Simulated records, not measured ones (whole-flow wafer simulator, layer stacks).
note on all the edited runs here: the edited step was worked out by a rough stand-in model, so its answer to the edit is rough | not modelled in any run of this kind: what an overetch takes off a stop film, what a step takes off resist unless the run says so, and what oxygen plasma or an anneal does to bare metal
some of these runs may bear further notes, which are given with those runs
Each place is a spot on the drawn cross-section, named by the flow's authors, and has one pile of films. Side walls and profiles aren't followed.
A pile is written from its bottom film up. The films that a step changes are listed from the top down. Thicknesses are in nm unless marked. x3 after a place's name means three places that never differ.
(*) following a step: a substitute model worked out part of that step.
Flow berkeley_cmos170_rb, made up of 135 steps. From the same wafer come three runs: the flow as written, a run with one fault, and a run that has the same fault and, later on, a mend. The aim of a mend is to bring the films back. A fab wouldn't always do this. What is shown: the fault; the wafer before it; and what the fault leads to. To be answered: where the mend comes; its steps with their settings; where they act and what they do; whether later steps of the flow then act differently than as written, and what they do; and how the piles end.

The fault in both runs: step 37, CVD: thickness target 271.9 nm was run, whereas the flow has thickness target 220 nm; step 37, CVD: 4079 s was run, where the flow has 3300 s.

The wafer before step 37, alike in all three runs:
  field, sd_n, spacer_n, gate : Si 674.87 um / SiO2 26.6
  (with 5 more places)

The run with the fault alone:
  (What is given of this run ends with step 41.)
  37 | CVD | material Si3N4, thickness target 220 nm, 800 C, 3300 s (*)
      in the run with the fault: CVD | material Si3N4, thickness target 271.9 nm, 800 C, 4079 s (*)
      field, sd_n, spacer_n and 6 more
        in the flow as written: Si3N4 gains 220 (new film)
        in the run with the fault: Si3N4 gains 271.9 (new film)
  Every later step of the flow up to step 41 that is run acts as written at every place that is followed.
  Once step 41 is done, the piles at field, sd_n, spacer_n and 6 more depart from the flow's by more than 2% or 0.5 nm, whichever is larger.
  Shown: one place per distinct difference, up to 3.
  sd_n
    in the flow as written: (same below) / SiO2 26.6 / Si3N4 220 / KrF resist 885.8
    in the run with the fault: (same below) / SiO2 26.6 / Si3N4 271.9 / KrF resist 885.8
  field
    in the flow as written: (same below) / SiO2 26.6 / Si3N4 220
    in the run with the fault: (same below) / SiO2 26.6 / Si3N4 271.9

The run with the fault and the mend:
  The mend follows step 37.
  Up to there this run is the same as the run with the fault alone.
  37a | ETCH | chemistry h3po4, depth target 51.9 nm (the flow's step 30, run once more with other settings)
      field, sd_n, spacer_n and 6 more
        Si3N4 loses 51.9
  Every later step of the flow that is run acts as written at every place that is followed.
  By the end, the piles equal the flow's at every place that both follow.
